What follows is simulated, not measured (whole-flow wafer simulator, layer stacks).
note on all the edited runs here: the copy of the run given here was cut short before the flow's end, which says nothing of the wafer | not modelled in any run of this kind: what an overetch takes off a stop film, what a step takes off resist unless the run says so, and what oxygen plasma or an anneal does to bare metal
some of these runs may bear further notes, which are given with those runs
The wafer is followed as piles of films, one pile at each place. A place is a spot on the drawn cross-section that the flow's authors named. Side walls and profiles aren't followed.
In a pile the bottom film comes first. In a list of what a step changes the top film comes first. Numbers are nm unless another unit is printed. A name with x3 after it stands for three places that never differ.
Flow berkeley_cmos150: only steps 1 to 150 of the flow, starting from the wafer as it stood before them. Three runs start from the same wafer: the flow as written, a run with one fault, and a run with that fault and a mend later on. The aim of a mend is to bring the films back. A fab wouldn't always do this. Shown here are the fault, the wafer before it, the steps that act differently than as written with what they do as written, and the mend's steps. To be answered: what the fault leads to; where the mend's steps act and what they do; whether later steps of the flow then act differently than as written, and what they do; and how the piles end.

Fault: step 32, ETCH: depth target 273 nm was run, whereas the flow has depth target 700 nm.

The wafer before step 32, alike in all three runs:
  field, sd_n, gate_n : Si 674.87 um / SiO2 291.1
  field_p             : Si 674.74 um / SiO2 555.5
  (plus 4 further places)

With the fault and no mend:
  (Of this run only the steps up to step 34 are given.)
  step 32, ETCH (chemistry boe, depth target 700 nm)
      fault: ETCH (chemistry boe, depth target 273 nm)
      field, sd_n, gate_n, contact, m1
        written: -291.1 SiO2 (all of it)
        fault: -273 SiO2
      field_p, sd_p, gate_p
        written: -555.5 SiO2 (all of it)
        fault: -273 SiO2
  Later steps of the flow acting differently than as written:
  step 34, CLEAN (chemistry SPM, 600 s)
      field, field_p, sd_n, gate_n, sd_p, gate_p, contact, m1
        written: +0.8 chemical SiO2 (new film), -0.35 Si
        fault: nothing
  The piles after step 34 differ from the flow's at field, field_p, sd_n, gate_n, sd_p, gate_p, contact, m1 by more than 2% or 0.5 nm, whichever is larger.
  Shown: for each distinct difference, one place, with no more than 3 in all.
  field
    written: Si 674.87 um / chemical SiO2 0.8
    fault: Si 674.87 um / SiO2 18.1
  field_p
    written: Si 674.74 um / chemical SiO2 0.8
    fault: Si 674.74 um / SiO2 282.5

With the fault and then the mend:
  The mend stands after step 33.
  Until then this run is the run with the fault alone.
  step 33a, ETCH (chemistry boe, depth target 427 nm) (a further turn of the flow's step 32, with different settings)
      field, sd_n, gate_n, contact, m1
        -18.1 SiO2 (all of it)
      field_p, sd_p, gate_p
        -282.5 SiO2 (all of it)
  Every later step of the flow that is run acts as written at every place that is followed.
  The piles end the same as the flow's at every place that both follow.
